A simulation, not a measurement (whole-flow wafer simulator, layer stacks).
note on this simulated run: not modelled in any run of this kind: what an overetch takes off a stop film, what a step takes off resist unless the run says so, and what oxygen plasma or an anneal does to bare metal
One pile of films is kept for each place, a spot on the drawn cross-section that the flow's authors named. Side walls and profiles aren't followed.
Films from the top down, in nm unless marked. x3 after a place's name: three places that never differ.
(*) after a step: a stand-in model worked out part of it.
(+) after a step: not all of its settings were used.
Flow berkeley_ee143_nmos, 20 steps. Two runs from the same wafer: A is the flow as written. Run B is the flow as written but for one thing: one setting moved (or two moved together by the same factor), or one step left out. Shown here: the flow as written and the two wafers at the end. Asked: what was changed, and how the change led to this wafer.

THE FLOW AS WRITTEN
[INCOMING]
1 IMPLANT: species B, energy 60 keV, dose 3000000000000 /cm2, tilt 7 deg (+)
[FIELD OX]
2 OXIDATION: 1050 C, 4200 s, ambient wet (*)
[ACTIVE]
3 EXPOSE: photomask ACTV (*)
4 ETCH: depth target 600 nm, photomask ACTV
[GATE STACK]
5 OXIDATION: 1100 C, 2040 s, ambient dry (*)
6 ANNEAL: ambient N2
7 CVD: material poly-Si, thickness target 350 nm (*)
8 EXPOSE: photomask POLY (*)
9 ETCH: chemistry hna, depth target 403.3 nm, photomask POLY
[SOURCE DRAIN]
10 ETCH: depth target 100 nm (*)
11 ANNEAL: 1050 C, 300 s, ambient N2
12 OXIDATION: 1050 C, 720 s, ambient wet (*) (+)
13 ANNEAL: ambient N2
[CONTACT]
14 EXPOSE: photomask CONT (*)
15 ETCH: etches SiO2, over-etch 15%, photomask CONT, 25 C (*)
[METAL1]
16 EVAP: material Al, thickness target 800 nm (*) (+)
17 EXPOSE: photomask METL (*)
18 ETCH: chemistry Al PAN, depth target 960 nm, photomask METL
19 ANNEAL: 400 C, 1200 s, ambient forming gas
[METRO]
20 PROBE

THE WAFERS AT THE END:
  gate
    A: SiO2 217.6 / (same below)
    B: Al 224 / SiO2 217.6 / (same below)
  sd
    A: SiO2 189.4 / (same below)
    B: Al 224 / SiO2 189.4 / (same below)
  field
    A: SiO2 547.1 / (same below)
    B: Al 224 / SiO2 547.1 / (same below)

The cause: step 18, ETCH: depth target 576 nm was run, where the flow has depth target 960 nm.

How the change led to this, step by step:
  18 ETCH: chemistry Al PAN, depth target 960 nm, photomask METL
      gate, sd, field: A Al -800 (all of it) | B Al -576
Counting metal films that touch as one body, gate has 1 body; the flow as written gives 0 bodies.
Counting metal films that touch as one body, sd has 1 body; the flow as written gives 0 bodies.
Counting metal films that touch as one body, field has 1 body; the flow as written gives 0 bodies.
